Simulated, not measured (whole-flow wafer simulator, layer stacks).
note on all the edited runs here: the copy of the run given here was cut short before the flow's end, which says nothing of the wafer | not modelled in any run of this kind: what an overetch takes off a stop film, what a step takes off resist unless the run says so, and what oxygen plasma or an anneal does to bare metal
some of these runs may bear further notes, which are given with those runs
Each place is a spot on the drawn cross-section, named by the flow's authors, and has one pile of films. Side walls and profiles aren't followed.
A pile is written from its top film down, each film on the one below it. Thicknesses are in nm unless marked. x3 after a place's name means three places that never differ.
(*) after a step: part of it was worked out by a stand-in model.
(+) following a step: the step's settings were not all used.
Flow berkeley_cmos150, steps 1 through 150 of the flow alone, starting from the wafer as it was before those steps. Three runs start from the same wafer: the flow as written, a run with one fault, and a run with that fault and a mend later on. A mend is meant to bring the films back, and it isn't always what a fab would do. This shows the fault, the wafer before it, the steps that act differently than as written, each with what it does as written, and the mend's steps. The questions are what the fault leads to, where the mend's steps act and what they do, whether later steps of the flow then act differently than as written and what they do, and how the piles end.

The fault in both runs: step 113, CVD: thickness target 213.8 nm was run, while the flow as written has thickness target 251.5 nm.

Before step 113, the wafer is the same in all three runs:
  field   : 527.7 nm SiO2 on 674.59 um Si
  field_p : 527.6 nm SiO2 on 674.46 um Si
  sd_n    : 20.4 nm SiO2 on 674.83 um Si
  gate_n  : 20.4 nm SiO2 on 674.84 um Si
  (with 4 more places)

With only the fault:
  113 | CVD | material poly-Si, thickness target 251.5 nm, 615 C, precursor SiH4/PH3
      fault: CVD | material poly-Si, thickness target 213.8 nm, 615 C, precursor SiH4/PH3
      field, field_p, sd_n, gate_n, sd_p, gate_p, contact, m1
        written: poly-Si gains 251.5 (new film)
        fault: poly-Si gains 213.8 (new film)
  Later steps of the flow acting differently than as written (10 other steps are not shown; they differ only slightly, by no more than 2% or 0.5 nm, whichever is larger):
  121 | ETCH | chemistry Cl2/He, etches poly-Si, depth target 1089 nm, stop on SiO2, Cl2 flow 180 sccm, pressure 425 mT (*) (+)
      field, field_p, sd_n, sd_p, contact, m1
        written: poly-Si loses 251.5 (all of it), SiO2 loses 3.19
        fault: poly-Si loses 213.8 (all of it), SiO2 loses 3.19
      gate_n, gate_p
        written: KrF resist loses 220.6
        fault: KrF resist loses 193.7
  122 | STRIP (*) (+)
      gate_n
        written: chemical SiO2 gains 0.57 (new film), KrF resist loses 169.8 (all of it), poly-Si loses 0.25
        fault: chemical SiO2 gains 0.59 (new film), KrF resist loses 195.8 (all of it), poly-Si loses 0.26
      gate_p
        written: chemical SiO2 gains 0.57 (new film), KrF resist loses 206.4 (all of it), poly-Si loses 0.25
        fault: chemical SiO2 gains 0.59 (new film), KrF resist loses 232.1 (all of it), poly-Si loses 0.26
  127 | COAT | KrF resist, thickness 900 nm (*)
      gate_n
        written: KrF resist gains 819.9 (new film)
        fault: KrF resist gains 845.4 (new film)
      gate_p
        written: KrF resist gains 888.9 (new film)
        fault: KrF resist gains 915 (new film)
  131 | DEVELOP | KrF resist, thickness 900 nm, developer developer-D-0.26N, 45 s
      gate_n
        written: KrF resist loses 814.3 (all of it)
        fault: KrF resist loses 839.6 (all of it)
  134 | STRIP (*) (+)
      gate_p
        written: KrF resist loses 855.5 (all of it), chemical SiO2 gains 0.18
        fault: KrF resist loses 881 (all of it), chemical SiO2 gains 0.18
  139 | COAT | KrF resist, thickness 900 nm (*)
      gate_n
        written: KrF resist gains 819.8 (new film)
        fault: KrF resist gains 845.2 (new film)
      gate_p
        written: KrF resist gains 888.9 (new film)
        fault: KrF resist gains 914.9 (new film)
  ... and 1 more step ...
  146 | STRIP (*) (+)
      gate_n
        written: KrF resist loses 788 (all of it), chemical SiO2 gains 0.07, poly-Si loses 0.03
        fault: KrF resist loses 812.9 (all of it), chemical SiO2 gains 0.07, poly-Si loses 0.03
  At gate_n, gate_p, the piles at the end differ from the flow's by more than 2% or 0.5 nm, whichever is larger.
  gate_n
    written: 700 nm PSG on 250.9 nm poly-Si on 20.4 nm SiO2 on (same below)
    fault: 700 nm PSG on 213.2 nm poly-Si on 20.4 nm SiO2 on (same below)
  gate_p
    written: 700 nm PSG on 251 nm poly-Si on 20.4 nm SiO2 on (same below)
    fault: 692.6 nm PSG on 213.3 nm poly-Si on 20.4 nm SiO2 on (same below)

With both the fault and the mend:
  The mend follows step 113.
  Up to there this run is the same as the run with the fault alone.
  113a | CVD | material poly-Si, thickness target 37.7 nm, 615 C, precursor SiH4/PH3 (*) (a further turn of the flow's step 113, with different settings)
      field, field_p, sd_n, gate_n, sd_p, gate_p, contact, m1
        poly-Si gains 37.7
  Every later step of the flow that is run acts as written, at every place that is followed, to within 2% or 0.5 nm, whichever is larger.
  By the end, the piles equal the flow's at every place that both follow.
